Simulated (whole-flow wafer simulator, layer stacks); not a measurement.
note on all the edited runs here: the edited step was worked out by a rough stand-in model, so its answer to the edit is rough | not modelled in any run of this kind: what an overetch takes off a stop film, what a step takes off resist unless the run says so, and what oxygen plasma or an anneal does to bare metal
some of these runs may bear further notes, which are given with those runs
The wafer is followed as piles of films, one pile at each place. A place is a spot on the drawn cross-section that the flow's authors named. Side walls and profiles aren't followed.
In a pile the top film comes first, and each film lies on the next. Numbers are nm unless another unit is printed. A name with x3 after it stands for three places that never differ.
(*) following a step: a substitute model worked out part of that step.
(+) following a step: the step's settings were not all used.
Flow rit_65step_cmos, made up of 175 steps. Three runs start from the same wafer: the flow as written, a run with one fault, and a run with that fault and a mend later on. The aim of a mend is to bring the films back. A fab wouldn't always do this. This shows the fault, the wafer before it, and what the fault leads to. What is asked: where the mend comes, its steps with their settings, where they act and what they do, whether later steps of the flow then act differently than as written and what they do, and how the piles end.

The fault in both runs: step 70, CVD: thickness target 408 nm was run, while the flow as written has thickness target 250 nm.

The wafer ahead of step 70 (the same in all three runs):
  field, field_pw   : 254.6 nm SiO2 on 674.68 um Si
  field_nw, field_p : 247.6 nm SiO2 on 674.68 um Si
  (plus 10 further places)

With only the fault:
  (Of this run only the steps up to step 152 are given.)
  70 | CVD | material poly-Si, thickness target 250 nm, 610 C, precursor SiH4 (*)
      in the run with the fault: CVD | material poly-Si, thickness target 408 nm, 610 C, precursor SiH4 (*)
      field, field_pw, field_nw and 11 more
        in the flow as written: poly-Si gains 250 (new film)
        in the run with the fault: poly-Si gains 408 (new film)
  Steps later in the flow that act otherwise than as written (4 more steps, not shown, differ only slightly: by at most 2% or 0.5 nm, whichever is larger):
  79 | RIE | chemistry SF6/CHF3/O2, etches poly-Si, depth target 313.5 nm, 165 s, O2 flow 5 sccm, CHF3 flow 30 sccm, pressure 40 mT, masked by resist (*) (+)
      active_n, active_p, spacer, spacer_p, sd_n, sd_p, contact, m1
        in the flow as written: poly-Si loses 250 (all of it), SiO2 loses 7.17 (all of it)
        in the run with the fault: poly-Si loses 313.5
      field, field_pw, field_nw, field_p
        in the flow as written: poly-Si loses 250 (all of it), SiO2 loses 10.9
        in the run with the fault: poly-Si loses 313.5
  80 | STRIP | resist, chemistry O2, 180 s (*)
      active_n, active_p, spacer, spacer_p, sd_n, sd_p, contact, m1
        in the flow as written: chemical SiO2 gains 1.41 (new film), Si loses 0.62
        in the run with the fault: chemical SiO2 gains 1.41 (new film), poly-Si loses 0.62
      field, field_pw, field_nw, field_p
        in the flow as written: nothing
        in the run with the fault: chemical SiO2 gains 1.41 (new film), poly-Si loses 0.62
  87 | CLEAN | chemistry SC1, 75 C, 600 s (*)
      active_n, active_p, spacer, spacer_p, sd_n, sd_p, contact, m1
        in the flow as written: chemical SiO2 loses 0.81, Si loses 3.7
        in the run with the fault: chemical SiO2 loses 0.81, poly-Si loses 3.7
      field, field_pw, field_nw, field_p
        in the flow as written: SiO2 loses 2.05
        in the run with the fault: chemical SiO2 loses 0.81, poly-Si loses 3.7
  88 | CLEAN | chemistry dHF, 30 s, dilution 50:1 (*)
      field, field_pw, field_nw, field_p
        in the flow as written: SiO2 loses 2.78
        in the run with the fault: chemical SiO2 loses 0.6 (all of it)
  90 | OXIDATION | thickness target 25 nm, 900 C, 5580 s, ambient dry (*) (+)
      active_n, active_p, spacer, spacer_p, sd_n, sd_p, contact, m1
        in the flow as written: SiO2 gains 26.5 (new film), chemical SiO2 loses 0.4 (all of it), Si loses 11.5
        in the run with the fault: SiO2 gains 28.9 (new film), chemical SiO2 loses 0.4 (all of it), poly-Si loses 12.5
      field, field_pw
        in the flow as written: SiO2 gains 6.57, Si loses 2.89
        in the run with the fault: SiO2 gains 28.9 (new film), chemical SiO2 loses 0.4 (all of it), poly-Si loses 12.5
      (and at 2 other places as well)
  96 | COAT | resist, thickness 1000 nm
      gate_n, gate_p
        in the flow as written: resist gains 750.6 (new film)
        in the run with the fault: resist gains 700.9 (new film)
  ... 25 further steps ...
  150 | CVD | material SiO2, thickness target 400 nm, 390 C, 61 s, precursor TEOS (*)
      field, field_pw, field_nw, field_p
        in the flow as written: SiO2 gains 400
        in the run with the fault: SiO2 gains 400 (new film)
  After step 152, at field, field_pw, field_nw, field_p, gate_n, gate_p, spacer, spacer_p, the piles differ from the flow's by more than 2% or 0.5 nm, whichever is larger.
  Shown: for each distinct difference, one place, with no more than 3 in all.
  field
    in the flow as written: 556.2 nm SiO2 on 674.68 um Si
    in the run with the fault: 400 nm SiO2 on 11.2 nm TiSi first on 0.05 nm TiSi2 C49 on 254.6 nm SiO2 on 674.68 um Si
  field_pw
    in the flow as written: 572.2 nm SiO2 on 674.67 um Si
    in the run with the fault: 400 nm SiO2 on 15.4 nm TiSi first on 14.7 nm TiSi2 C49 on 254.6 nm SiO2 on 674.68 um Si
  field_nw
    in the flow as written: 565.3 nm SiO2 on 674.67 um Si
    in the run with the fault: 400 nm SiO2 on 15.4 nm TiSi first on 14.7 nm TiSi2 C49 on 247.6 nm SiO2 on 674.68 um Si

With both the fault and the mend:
  After step 71 comes the mend.
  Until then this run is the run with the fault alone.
  71a | ETCH | chemistry tmah, depth target 469.2 nm
      field, field_pw, field_nw and 11 more
        poly-Si loses 408 (all of it)
  71b | CLEAN | chemistry SC2, 75 C, 600 s (the flow's step 66 again)
      leaves every film unchanged at each place that is followed
  71c | CVD | material poly-Si, thickness target 250 nm, 610 C, precursor SiH4 (*) (the flow's step 70 again)
      field, field_pw, field_nw and 11 more
        poly-Si gains 250 (new film)
  Later steps of the flow that are run all act as written at every place that is followed.
  The piles end the same as the flow's at every place that both follow.
